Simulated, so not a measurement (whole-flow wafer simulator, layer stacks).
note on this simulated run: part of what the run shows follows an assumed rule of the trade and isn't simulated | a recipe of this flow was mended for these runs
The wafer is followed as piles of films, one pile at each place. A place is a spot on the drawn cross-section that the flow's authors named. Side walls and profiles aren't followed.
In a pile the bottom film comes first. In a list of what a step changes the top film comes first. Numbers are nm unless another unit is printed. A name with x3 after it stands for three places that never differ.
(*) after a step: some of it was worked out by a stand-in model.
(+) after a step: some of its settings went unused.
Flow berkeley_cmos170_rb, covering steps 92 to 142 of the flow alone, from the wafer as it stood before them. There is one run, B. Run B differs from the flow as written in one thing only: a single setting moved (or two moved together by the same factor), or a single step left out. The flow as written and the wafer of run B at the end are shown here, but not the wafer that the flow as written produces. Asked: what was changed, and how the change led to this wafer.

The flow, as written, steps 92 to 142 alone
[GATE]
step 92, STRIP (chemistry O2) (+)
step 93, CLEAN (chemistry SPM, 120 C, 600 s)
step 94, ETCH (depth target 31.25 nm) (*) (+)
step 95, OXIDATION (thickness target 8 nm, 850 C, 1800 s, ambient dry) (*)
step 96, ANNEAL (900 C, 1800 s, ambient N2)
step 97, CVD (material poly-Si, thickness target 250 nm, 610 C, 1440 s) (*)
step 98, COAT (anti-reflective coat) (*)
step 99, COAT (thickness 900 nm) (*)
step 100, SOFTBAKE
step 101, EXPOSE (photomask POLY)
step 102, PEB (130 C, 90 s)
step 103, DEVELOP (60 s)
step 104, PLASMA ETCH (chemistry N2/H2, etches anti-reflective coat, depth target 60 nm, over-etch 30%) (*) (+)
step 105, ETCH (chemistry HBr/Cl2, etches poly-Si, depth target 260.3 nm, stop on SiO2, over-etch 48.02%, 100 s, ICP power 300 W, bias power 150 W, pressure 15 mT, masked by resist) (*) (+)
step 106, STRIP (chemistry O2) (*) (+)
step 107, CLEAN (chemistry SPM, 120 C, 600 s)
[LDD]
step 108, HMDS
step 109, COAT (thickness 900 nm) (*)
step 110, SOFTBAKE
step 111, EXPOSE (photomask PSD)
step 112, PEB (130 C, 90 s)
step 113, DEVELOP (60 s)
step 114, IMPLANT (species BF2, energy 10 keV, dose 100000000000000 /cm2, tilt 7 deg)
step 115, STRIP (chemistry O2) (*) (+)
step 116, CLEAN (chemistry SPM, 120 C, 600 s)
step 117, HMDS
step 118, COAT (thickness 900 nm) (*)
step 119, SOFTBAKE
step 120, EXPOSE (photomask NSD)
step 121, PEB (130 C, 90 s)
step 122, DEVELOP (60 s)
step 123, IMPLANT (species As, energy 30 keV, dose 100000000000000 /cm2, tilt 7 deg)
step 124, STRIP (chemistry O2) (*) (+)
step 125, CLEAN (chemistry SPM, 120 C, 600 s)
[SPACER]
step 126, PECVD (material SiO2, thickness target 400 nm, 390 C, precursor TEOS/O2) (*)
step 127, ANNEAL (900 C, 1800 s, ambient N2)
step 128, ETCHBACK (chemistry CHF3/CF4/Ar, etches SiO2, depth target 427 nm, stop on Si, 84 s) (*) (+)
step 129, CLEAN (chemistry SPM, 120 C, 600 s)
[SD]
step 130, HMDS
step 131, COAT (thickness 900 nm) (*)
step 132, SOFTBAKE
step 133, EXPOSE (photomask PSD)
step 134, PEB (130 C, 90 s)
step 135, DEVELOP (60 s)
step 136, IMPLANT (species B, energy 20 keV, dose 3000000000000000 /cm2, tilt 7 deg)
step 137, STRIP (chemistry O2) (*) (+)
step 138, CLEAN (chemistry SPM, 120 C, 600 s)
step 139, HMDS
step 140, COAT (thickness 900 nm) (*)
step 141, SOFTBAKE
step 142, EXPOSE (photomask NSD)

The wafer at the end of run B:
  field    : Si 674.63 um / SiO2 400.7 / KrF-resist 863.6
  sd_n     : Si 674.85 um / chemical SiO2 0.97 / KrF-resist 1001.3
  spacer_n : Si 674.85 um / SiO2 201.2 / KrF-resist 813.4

The reason: step 97, CVD: thickness target 220 nm was run, whereas the flow has thickness target 250 nm; step 97, CVD: 1267 s was run, where the flow has 1440 s.

Step by step, how the change led to this:
  step 97, CVD (material poly-Si, thickness target 250 nm, 610 C, 1440 s) (*)
      field, sd_n, spacer_n and 6 more: poly-Si gains 220 (new film) (as written it would have been: poly-Si gains 250 (new film))
  step 105, ETCH (chemistry HBr/Cl2, etches poly-Si, depth target 260.3 nm, stop on SiO2, over-etch 48.02%, 100 s, ICP power 300 W, bias power 150 W, pressure 15 mT, masked by resist) (*) (+)
      spacer_n, spacer_p: poly-Si loses 218.6 (all of it), SiO2 loses 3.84 (as written it would have been: poly-Si loses 248.5 (all of it), SiO2 loses 1.53)
      field: poly-Si loses 215.1 (all of it), SiO2 loses 4.11 (as written it would have been: poly-Si loses 245 (all of it), SiO2 loses 1.8)
      (as well as at 4 more places)
  step 109, COAT (thickness 900 nm) (*)
      gate: KrF-resist gains 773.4 (new film) (as written it would have been: KrF-resist gains 749.5 (new film))
      gate_p: KrF-resist gains 769.6 (new film) (as written it would have been: KrF-resist gains 745.7 (new film))
  step 113, DEVELOP (60 s)
      gate_p: KrF-resist loses 767.9 (all of it) (as written it would have been: KrF-resist loses 744.1 (all of it))
  step 115, STRIP (chemistry O2) (*) (+)
      gate: KrF-resist loses 756.8 (all of it), chemical SiO2 gains 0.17 (as written it would have been: KrF-resist loses 733 (all of it), chemical SiO2 gains 0.17)
  step 118, COAT (thickness 900 nm) (*)
      gate: KrF-resist gains 773.3 (new film) (as written it would have been: KrF-resist gains 748.7 (new film))
      gate_p: KrF-resist gains 769.4 (new film) (as written it would have been: KrF-resist gains 744.7 (new film))
  step 122, DEVELOP (60 s)
      gate: KrF-resist loses 771.6 (all of it) (as written it would have been: KrF-resist loses 747.1 (all of it))
  step 124, STRIP (chemistry O2) (*) (+)
      gate_p: KrF-resist loses 752.8 (all of it), chemical SiO2 gains 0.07 (as written it would have been: KrF-resist loses 728.2 (all of it), chemical SiO2 gains 0.07)
  step 128, ETCHBACK (chemistry CHF3/CF4/Ar, etches SiO2, depth target 427 nm, stop on Si, 84 s) (*) (+)
      spacer_n, spacer_p: SiO2 loses 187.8 (as written it would have been: SiO2 loses 160.1)
  step 131, COAT (thickness 900 nm) (*)
      spacer_n: KrF-resist gains 813.4 (new film) (as written it would have been: KrF-resist gains 791.7 (new film))
      gate: KrF-resist gains 791.9 (new film) (as written it would have been: KrF-resist gains 770.7 (new film))
      (as well as at 2 more places)
  step 135, DEVELOP (60 s)
      spacer_p: KrF-resist loses 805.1 (all of it) (as written it would have been: KrF-resist loses 783.4 (all of it))
      gate_p: KrF-resist loses 783.5 (all of it) (as written it would have been: KrF-resist loses 762.3 (all of it))
  step 137, STRIP (chemistry O2) (*) (+)
      spacer_n: KrF-resist loses 796.7 (all of it) (as written it would have been: KrF-resist loses 775.1 (all of it))
      gate: KrF-resist loses 775.3 (all of it), chemical SiO2 gains 0.17, poly-Si loses 0.07 (as written it would have been: KrF-resist loses 754.1 (all of it), chemical SiO2 gains 0.17, poly-Si loses 0.08)
  step 140, COAT (thickness 900 nm) (*)
      spacer_n: KrF-resist gains 813.4 (new film) (as written it would have been: KrF-resist gains 791.4 (new film))
      gate: KrF-resist gains 792 (new film) (as written it would have been: KrF-resist gains 770.4 (new film))
      (as well as at 2 more places)
